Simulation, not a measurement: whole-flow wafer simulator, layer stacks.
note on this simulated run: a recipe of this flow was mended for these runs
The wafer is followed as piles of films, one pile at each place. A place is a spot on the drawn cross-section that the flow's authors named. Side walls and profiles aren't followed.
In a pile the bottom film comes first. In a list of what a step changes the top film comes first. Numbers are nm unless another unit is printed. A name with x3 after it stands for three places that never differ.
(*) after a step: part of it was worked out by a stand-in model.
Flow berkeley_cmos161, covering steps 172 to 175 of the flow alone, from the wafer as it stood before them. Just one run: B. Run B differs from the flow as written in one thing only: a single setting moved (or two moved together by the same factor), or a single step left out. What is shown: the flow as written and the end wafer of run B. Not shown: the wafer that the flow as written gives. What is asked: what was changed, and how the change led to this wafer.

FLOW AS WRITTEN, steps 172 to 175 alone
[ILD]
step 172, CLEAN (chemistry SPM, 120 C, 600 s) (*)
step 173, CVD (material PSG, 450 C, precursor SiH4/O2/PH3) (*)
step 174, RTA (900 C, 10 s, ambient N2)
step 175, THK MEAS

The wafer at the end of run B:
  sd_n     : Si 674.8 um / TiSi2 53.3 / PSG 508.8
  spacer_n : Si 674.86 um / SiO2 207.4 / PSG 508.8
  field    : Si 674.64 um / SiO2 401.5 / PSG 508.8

What caused this: step 173, CVD: 438 C was run, though the flow has 450 C.

Step by step, how the change led to this:
  step 173, CVD (material PSG, 450 C, precursor SiH4/O2/PH3) (*)
      field, sd_n, spacer_n, gate_n, spacer_p, gate_p, contact x2: +508.8 PSG (new film) (it would be, as written: +550 PSG (new film))
      sd_p: +483.7 PSG (new film) (it would be, as written: +522.4 PSG (new film))
